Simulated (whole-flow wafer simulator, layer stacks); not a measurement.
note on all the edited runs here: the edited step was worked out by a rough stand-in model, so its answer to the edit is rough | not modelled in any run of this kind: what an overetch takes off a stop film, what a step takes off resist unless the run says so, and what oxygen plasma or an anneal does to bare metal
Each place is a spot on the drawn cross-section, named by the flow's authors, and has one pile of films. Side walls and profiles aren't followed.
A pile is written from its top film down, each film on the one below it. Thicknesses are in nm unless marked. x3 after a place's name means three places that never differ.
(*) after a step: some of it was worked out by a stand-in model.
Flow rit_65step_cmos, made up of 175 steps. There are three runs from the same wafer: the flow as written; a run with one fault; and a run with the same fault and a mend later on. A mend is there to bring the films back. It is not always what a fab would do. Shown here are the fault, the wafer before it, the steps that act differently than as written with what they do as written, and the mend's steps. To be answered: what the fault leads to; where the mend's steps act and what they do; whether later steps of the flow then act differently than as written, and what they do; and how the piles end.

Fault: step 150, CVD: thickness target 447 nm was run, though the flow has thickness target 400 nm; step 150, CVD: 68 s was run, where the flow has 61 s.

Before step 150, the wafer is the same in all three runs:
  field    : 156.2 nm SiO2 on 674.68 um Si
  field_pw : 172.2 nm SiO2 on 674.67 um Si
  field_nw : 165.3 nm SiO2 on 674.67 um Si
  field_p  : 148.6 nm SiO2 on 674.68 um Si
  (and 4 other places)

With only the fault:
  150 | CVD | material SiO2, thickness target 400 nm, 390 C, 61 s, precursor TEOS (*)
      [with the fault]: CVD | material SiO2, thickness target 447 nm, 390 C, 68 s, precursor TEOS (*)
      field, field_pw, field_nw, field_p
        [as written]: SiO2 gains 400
        [with the fault]: SiO2 gains 447
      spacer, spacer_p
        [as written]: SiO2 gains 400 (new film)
        [with the fault]: SiO2 gains 447 (new film)
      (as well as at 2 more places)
  None of the later steps of the flow differs from how it acts as written, at any place that is followed, by more than 2% or 0.5 nm, whichever is larger.
  By the end, the piles at field, field_pw, field_nw, field_p, gate_n, gate_p, spacer, spacer_p depart from the flow's by more than 2% or 0.5 nm, whichever is larger.
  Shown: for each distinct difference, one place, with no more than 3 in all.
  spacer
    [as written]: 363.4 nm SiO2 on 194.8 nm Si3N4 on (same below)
    [with the fault]: 410.4 nm SiO2 on 194.8 nm Si3N4 on (same below)
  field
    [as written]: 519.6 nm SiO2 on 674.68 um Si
    [with the fault]: 566.6 nm SiO2 on 674.68 um Si
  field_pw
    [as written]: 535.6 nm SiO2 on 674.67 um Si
    [with the fault]: 582.6 nm SiO2 on 674.67 um Si

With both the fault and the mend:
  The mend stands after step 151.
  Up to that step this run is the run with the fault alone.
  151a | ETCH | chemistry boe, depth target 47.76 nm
      field, field_pw, field_nw, field_p, gate_n, gate_p, spacer, spacer_p
        SiO2 loses 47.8
  None of the later steps of the flow differs from how it acts as written, at any place that is followed, by more than 2% or 0.5 nm, whichever is larger.
  At the end the piles are close to the flow's at the places that both follow, differing by at most 2% or 0.5 nm, whichever is larger.
